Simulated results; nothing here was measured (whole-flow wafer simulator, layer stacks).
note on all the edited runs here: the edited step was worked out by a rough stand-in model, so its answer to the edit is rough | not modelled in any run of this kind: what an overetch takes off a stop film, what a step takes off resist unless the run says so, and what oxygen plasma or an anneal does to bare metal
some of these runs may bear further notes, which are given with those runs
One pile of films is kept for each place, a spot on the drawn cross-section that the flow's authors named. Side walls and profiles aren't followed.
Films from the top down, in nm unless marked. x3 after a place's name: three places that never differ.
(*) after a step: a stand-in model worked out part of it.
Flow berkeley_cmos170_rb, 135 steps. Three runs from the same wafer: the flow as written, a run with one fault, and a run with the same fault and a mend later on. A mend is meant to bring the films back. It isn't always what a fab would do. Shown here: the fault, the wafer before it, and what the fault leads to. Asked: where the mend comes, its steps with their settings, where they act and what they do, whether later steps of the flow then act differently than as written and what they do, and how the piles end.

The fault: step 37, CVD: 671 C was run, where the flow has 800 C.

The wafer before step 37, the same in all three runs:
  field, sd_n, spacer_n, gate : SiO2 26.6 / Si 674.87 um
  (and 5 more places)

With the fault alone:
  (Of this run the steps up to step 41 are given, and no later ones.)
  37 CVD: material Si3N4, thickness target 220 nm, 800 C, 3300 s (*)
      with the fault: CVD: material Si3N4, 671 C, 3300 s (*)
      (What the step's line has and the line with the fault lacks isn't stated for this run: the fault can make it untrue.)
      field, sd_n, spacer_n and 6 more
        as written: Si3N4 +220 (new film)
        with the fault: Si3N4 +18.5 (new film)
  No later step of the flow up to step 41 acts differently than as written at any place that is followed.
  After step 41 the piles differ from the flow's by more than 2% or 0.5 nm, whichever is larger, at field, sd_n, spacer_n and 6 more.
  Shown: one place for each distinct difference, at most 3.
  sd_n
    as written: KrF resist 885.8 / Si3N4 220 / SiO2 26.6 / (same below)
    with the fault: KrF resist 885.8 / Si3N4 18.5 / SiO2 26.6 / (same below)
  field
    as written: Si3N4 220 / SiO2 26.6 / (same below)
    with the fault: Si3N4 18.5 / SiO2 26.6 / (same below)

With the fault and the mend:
  The mend comes after step 37.
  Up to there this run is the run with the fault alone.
  37a CVD: material Si3N4, thickness target 201.5 nm, 800 C, 3022 s (*) (the flow's step 37 once more, with other settings)
      field, sd_n, spacer_n and 6 more
        Si3N4 +201.5
  No later step of the flow acts differently than as written, at any place that is followed, by more than 2% or 0.5 nm, whichever is larger.
  At the end the piles are the same as the flow's at every place that both follow.
